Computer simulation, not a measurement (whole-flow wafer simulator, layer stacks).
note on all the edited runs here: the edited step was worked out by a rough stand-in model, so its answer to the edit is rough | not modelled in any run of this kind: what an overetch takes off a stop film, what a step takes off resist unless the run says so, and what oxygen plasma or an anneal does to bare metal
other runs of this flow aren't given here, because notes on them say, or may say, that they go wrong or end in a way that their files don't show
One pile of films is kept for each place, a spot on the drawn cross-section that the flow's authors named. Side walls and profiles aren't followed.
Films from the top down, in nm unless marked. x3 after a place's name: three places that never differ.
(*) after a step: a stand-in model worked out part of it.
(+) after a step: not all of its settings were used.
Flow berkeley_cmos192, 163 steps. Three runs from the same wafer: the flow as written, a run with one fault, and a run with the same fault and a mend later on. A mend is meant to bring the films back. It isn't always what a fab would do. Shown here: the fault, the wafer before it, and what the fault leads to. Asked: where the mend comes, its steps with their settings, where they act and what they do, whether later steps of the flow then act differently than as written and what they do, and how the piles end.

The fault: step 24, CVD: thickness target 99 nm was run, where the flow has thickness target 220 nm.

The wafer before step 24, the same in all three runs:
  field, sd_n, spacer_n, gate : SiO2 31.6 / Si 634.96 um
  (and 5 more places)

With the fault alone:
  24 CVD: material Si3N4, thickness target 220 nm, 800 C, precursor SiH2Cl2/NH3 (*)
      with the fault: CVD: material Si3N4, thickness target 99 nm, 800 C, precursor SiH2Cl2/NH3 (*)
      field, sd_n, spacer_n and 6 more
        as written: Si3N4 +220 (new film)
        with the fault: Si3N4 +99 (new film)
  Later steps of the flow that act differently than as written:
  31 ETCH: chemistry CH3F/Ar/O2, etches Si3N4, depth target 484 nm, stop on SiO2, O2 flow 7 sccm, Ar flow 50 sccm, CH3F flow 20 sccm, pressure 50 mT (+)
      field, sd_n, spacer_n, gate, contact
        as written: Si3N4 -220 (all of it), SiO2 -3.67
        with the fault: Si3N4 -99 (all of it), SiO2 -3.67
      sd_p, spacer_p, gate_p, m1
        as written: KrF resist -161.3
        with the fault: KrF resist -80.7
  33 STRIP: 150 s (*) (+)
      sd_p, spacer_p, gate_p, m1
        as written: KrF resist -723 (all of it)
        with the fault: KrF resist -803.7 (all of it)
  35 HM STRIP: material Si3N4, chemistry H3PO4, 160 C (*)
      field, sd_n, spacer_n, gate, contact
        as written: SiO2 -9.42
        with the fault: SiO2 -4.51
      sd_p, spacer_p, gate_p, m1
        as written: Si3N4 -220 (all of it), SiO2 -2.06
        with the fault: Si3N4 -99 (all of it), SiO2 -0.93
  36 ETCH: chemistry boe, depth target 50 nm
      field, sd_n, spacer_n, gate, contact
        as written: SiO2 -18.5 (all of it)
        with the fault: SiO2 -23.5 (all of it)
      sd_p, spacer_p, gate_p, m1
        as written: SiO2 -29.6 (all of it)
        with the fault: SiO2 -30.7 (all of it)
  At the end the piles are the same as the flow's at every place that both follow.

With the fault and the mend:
  The mend comes after step 24.
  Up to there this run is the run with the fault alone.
  24a CVD: material Si3N4, thickness target 121 nm, 800 C, precursor SiH2Cl2/NH3 (*) (the flow's step 24 once more, with other settings)
      field, sd_n, spacer_n and 6 more
        Si3N4 +121
  No later step of the flow acts differently than as written at any place that is followed.
  At the end the piles are the same as the flow's at every place that both follow.
